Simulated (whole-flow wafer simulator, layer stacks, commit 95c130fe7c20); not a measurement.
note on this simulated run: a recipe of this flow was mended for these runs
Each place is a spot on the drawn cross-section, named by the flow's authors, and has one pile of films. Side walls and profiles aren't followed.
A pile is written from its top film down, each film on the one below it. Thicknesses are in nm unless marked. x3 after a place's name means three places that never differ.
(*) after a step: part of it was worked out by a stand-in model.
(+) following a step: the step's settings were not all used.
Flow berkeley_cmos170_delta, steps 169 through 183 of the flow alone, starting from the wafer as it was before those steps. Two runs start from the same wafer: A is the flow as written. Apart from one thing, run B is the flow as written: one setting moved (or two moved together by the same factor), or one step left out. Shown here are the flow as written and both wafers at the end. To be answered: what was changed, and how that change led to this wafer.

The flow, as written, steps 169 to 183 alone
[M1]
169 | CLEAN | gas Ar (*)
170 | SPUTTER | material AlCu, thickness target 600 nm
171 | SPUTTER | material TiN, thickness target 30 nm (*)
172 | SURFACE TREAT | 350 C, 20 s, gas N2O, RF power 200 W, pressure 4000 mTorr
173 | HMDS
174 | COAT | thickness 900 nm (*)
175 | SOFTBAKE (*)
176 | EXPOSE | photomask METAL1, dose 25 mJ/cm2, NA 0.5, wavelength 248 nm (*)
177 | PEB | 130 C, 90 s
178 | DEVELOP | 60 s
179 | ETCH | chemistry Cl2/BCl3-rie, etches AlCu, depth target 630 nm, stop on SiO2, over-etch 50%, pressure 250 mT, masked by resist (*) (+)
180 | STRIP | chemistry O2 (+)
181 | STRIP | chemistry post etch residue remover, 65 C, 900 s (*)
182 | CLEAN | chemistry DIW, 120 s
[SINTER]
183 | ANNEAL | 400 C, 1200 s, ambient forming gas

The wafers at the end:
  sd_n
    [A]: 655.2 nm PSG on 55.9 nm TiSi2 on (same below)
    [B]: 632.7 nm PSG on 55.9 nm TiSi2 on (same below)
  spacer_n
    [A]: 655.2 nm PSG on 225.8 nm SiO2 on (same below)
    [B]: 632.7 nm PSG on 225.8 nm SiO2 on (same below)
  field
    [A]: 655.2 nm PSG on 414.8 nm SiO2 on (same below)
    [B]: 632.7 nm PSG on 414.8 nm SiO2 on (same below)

Cause: step 170, SPUTTER: thickness target 420 nm was run, though the flow has thickness target 600 nm.

Step by step, how the change led to this:
  170 | SPUTTER | material AlCu, thickness target 600 nm
      field, sd_n, spacer_n, gate, spacer_p, gate_p, m1: A +600 AlCu (new film) | B +420 AlCu (new film)
      sd_p: A +539.5 AlCu (new film) | B +372.7 AlCu (new film)
      (and at 1 other place as well)
  171 | SPUTTER | material TiN, thickness target 30 nm (*)
      contact: A +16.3 TiN (new film) | B +18 TiN (new film)
  174 | COAT | thickness 900 nm (*)
      contact: A +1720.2 KrF-resist (new film) | B +1661.5 KrF-resist (new film)
  179 | ETCH | chemistry Cl2/BCl3-rie, etches AlCu, depth target 630 nm, stop on SiO2, over-etch 50%, pressure 250 mT, masked by resist (*) (+)
      field, sd_n, spacer_n, gate, spacer_p, gate_p: A -30 TiN (all of it), -600 AlCu (all of it), -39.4 PSG | B -30 TiN (all of it), -420 AlCu (all of it), -61.9 PSG
      sd_p: A -25.3 TiN (all of it), -539.5 AlCu (all of it), -47.5 PSG | B -25.5 TiN (all of it), -372.7 AlCu (all of it), -68.3 PSG
  180 | STRIP | chemistry O2 (+)
      contact: A -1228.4 KrF-resist (all of it) | B -1169.9 KrF-resist (all of it)
